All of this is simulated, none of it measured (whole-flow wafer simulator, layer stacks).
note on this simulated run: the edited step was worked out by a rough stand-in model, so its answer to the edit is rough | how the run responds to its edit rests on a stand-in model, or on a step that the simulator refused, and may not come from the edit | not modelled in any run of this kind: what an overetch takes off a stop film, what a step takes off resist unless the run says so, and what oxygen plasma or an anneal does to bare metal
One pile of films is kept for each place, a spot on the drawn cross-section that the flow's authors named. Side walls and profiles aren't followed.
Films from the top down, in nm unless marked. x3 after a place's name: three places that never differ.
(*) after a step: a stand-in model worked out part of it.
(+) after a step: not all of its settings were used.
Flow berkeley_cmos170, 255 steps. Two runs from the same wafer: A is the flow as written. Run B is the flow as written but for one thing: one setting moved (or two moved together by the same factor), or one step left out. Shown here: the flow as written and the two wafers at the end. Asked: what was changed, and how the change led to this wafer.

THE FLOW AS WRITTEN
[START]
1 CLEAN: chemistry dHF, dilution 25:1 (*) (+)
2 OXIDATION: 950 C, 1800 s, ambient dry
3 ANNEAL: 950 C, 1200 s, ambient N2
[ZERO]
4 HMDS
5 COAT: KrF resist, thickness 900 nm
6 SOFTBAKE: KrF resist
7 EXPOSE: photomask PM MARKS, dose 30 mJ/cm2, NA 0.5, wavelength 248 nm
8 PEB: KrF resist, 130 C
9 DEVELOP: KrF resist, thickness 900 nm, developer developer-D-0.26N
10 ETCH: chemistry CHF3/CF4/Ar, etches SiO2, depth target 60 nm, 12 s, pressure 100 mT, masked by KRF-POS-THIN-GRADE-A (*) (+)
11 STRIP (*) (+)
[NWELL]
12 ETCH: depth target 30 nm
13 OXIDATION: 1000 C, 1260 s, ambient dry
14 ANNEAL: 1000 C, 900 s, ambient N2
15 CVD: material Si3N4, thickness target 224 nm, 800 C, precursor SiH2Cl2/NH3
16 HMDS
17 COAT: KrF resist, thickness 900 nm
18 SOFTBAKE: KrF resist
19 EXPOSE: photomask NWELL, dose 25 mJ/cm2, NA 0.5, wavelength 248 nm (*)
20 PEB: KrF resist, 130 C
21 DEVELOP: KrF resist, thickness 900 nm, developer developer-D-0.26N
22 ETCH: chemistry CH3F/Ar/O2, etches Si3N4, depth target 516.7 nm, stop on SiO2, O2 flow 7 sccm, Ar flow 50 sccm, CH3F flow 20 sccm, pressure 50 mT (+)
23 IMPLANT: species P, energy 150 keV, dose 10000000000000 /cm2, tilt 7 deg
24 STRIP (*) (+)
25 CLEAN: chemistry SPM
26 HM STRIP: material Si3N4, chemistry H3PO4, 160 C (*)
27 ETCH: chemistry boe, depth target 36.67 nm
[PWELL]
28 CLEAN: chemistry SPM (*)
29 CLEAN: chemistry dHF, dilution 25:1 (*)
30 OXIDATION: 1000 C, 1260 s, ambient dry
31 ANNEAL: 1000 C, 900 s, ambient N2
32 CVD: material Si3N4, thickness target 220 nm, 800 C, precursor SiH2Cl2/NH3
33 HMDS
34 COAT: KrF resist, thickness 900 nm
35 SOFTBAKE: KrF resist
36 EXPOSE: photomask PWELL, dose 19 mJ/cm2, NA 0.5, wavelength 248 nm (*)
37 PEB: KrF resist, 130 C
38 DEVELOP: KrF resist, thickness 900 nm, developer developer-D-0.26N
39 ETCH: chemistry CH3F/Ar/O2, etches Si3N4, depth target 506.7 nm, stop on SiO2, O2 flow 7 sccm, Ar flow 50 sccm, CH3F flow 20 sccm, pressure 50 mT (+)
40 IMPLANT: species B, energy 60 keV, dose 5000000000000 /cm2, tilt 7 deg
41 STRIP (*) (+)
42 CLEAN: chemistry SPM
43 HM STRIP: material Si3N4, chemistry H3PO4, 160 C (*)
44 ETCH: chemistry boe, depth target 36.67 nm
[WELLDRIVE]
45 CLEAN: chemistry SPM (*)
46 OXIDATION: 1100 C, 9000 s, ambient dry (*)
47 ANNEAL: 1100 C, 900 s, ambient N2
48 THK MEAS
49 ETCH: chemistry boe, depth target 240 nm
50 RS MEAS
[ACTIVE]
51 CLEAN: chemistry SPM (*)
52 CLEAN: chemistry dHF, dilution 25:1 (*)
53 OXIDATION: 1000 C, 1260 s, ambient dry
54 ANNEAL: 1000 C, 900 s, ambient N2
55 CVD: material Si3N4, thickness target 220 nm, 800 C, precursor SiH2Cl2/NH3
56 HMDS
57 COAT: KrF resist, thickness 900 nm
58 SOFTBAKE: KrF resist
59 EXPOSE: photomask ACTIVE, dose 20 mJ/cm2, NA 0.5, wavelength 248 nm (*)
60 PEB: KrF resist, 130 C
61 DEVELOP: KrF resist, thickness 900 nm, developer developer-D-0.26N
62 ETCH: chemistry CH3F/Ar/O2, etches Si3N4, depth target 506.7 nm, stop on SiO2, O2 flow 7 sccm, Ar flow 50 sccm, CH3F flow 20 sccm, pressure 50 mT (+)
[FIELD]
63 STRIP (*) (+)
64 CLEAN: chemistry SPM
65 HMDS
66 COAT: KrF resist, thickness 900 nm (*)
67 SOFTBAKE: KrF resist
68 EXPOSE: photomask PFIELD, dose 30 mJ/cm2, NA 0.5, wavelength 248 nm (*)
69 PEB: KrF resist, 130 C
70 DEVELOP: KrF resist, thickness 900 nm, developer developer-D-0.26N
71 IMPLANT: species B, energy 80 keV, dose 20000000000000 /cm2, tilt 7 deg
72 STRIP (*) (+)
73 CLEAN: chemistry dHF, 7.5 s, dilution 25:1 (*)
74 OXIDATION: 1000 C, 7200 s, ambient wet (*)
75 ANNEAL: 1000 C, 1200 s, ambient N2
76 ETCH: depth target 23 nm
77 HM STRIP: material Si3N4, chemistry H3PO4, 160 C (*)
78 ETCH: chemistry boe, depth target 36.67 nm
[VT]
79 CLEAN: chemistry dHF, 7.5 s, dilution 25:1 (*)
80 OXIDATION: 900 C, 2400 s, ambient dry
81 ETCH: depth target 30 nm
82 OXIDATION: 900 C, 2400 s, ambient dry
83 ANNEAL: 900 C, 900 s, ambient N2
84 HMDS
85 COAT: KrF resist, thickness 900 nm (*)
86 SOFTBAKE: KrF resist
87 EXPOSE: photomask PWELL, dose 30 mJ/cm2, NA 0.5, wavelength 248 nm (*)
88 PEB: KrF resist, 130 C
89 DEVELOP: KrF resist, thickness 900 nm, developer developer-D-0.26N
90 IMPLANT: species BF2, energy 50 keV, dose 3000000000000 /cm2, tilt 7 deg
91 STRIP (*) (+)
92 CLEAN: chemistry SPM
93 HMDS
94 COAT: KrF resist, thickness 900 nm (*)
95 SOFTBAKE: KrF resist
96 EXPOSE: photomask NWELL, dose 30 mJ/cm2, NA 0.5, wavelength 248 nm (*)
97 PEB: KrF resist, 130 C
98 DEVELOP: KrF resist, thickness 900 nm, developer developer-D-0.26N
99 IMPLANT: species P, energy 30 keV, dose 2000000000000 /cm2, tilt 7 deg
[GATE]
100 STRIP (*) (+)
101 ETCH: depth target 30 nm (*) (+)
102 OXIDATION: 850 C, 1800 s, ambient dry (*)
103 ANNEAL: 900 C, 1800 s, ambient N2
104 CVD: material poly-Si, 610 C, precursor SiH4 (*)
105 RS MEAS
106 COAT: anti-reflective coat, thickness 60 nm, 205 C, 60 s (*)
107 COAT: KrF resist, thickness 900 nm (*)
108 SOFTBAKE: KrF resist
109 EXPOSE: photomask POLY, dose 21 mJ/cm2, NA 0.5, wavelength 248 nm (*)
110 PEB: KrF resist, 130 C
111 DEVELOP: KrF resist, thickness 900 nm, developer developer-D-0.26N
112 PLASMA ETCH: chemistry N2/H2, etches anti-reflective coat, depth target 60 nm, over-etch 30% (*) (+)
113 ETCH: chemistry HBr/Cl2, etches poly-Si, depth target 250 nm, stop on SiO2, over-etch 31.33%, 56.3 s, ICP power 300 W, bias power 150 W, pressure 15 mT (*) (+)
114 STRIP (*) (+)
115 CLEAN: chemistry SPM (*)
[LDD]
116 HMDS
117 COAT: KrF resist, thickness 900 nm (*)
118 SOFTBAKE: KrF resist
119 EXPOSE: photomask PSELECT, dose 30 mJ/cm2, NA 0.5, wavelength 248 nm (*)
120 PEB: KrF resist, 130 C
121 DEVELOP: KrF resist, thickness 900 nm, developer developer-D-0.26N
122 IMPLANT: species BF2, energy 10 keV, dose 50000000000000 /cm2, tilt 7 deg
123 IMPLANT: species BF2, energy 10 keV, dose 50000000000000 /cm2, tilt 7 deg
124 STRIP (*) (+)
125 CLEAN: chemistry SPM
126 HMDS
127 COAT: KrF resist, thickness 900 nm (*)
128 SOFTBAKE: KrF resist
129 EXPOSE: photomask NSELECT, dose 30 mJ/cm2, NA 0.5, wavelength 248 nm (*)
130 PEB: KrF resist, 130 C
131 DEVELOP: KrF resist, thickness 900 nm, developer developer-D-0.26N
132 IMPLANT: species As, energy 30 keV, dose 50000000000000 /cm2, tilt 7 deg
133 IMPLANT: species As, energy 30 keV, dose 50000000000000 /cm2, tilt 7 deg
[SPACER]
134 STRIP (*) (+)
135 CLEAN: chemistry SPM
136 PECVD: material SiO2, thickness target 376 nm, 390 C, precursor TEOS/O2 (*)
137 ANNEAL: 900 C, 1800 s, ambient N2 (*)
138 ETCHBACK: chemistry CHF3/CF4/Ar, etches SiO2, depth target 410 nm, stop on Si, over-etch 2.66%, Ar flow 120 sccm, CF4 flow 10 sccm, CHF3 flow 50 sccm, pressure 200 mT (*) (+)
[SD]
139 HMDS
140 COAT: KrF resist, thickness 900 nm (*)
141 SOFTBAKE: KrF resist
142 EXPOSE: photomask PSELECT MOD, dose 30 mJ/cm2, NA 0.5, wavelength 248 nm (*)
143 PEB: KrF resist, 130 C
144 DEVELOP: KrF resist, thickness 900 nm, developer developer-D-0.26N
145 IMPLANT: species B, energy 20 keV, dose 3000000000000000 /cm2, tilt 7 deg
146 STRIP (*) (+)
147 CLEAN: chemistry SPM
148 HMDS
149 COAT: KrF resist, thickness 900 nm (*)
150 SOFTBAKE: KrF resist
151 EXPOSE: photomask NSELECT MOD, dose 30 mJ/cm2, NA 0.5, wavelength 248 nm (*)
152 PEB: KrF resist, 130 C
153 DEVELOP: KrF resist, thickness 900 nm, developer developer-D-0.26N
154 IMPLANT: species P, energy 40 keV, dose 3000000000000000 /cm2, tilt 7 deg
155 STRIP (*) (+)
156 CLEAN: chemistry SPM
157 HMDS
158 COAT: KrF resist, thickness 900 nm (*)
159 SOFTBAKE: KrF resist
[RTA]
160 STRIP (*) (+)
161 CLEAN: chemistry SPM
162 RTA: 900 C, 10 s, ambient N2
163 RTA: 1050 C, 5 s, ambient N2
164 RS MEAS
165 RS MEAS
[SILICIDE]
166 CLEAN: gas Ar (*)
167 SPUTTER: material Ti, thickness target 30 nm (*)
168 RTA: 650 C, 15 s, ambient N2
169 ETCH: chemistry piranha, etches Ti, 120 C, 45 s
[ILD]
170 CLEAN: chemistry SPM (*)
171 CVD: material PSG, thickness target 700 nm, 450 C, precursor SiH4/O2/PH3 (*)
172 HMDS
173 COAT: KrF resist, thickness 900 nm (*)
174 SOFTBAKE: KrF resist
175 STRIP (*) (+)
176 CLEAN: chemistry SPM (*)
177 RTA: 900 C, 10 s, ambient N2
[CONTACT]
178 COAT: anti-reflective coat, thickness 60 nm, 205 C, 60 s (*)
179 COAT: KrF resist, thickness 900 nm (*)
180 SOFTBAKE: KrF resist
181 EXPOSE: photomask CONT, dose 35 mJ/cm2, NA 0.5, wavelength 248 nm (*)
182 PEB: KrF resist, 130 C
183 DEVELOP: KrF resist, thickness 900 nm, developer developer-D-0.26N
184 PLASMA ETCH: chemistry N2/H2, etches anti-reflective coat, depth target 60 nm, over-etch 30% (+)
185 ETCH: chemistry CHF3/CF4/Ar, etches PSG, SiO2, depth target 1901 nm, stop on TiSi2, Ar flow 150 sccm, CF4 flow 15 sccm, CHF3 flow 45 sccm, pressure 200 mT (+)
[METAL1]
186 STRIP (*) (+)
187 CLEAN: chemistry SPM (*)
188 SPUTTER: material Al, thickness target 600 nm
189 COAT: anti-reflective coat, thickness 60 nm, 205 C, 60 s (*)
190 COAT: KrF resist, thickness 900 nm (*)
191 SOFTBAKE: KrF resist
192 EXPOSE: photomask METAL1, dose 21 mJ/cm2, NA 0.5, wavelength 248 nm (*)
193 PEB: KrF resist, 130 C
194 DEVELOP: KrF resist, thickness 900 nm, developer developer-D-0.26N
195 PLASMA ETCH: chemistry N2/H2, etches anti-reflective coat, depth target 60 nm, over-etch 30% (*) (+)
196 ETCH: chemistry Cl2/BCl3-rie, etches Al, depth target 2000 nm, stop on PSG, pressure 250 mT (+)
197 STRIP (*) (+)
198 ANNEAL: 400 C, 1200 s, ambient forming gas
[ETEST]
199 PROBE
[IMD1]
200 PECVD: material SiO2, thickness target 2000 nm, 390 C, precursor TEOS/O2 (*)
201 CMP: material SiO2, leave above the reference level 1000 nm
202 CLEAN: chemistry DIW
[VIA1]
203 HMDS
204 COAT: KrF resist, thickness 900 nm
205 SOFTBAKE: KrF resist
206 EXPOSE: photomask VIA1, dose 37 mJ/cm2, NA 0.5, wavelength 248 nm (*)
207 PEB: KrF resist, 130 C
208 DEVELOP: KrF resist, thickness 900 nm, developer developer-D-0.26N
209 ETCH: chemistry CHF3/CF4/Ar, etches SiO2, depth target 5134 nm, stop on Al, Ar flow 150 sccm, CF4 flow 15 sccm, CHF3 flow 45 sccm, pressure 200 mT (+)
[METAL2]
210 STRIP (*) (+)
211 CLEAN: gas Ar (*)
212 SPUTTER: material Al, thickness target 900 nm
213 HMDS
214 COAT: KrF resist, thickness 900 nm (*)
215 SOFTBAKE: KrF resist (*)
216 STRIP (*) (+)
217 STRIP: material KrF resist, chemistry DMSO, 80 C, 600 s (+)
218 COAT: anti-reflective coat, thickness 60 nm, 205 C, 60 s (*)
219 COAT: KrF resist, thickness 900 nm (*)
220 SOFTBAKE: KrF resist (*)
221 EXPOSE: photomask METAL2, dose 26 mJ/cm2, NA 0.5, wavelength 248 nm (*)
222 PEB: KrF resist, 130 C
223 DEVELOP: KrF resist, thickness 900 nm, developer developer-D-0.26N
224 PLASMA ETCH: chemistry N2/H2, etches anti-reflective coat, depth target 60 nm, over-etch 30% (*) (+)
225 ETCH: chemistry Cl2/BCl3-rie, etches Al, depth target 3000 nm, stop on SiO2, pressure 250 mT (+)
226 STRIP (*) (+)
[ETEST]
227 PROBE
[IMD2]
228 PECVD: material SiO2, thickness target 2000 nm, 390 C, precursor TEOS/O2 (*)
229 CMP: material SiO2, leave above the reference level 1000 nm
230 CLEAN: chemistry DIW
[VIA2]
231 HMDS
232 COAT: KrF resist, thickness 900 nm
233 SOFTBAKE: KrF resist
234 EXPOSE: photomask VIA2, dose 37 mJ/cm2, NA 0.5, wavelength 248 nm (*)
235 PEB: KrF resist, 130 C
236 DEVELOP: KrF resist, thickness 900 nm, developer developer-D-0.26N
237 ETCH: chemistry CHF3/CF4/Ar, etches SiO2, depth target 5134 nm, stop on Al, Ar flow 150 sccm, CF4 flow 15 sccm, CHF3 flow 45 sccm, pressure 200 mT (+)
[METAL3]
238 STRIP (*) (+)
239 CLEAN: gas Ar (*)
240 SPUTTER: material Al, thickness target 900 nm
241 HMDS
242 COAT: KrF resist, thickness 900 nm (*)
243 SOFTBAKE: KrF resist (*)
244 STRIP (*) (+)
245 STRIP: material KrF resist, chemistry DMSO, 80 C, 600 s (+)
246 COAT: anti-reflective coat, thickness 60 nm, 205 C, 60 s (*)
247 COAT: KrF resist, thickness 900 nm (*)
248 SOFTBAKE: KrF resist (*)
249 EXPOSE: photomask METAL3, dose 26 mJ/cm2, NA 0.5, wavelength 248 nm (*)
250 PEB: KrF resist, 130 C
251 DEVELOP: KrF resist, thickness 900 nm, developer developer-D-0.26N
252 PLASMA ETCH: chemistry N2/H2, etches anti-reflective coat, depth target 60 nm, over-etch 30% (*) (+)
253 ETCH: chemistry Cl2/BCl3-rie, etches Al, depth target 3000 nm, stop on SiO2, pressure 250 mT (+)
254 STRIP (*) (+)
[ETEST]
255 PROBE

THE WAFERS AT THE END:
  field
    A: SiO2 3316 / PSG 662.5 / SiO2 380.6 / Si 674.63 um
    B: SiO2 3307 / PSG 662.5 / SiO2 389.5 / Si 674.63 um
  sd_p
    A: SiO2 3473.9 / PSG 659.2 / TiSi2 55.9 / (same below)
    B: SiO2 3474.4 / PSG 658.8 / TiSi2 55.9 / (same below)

The cause: step 101, ETCH: depth target 21 nm was run, where the flow has depth target 30 nm.

How the change led to this, step by step:
  101 ETCH: depth target 30 nm (*) (+)
      field: A SiO2 -30 | B SiO2 -21
  106 COAT: anti-reflective coat, thickness 60 nm, 205 C, 60 s (*)
      field: A anti-reflective coat +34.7 (new film) | B anti-reflective coat +35.7 (new film)
      sd_n: A anti-reflective coat +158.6 (new film) | B anti-reflective coat +169.9 (new film)
      (and at 5 more places)
  112 PLASMA ETCH: chemistry N2/H2, etches anti-reflective coat, depth target 60 nm, over-etch 30% (*) (+)
      field: A anti-reflective coat -34.7 (all of it), poly-Si -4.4 | B anti-reflective coat -35.7 (all of it), poly-Si -4.75
      sd_n: A anti-reflective coat -158.6 (all of it), poly-Si -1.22 | B anti-reflective coat -169.9 (all of it), poly-Si -1.31
      (and at 3 more places)
  114 STRIP (*) (+)
      gate_n: A chemical SiO2 +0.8 (new film), KrF resist -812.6 (all of it), anti-reflective coat -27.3 (all of it), poly-Si -0.35 | B chemical SiO2 +0.8 (new film), KrF resist -822.3 (all of it), anti-reflective coat -24.9 (all of it), poly-Si -0.35
      gate_p: A chemical SiO2 +0.8 (new film), KrF resist -782.1 (all of it), anti-reflective coat -29.6 (all of it), poly-Si -0.35 | B chemical SiO2 +0.8 (new film), KrF resist -787.1 (all of it), anti-reflective coat -28.4 (all of it), poly-Si -0.35
  178 COAT: anti-reflective coat, thickness 60 nm, 205 C, 60 s (*)
      sd_n: A anti-reflective coat +135.1 (new film) | B anti-reflective coat +140.4 (new film)
      m2: A anti-reflective coat +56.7 (new film) | B anti-reflective coat +55.5 (new film)
  186 STRIP (*) (+)
      sd_n: A KrF resist -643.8 (all of it), anti-reflective coat -135.1 (all of it) | B KrF resist -643.2 (all of it), anti-reflective coat -140.4 (all of it)
      m2: A KrF resist -689 (all of it), anti-reflective coat -56.7 (all of it) | B KrF resist -692.4 (all of it), anti-reflective coat -55.5 (all of it)
  189 COAT: anti-reflective coat, thickness 60 nm, 205 C, 60 s (*)
      m2: A anti-reflective coat +61.1 (new film) | B anti-reflective coat +59.8 (new film)
  197 STRIP (*) (+)
      m2: A KrF resist -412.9 (all of it), anti-reflective coat -61.1 (all of it) | B KrF resist -415.7 (all of it), anti-reflective coat -59.8 (all of it)
